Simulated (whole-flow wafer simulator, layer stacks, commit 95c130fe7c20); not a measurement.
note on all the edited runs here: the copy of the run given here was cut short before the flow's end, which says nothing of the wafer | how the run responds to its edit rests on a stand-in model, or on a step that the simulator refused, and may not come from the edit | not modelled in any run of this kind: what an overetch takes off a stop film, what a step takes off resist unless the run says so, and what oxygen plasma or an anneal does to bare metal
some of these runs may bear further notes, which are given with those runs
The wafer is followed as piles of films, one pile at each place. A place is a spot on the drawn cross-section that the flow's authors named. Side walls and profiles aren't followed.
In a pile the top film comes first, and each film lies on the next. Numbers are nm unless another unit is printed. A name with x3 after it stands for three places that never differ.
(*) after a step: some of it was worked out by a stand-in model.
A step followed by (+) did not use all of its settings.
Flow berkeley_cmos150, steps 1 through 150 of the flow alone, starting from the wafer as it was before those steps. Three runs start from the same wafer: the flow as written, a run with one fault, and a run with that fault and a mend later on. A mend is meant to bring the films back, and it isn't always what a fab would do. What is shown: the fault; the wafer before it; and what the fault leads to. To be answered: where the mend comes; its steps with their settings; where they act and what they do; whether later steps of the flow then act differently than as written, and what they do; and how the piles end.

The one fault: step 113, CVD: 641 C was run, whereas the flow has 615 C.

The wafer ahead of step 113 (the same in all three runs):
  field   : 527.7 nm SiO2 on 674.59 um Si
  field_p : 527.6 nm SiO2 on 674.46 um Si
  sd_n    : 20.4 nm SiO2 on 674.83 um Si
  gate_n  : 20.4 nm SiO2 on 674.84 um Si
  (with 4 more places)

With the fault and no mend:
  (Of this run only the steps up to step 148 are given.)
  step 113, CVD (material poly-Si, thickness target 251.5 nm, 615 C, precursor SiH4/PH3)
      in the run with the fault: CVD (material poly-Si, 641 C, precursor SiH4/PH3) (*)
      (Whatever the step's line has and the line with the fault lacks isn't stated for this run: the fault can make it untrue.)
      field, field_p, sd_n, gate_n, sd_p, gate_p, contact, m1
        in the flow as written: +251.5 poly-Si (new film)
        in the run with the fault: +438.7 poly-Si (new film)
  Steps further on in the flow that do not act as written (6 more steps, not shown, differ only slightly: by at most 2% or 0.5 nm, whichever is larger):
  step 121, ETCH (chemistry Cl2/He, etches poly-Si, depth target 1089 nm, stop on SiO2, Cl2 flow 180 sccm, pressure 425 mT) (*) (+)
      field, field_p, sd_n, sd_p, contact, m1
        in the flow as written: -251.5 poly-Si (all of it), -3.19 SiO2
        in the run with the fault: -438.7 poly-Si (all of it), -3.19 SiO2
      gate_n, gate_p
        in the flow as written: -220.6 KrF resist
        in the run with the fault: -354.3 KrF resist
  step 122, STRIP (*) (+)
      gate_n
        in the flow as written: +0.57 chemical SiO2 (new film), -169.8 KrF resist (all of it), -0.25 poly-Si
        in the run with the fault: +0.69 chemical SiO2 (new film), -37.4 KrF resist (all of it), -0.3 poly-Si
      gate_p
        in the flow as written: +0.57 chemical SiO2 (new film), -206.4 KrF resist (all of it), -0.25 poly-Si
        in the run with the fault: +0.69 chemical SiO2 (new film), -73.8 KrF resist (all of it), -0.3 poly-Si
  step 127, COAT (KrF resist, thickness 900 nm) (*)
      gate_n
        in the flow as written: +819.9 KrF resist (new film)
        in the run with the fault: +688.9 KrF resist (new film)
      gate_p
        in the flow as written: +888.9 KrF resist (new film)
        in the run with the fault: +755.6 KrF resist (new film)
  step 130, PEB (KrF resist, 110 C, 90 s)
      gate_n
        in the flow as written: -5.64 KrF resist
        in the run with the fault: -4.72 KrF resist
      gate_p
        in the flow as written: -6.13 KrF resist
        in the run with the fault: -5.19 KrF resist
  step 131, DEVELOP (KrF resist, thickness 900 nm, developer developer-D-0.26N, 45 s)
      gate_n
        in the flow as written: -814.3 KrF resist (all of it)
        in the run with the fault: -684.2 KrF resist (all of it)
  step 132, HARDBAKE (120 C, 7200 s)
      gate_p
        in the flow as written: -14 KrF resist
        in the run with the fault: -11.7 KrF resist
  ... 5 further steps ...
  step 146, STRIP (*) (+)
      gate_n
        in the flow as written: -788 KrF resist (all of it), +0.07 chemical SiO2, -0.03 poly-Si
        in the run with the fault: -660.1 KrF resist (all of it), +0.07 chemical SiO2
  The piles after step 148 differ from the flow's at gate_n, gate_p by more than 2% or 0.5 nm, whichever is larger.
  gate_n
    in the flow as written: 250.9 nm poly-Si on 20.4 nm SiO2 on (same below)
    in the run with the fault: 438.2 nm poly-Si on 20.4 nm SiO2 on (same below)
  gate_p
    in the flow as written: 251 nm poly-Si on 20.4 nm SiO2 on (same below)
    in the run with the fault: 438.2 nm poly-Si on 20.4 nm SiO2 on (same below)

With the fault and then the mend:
  The mend stands after step 113.
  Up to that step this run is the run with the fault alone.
  step 113a, ETCH (chemistry tmah, depth target 187.2 nm)
      field, field_p, sd_n, gate_n, sd_p, gate_p, contact, m1
        -187.2 poly-Si
  None of the later steps of the flow differs from how it acts as written, at any place that is followed, by more than 2% or 0.5 nm, whichever is larger.
  At the end the piles are close to the flow's at the places that both follow, differing by at most 2% or 0.5 nm, whichever is larger.
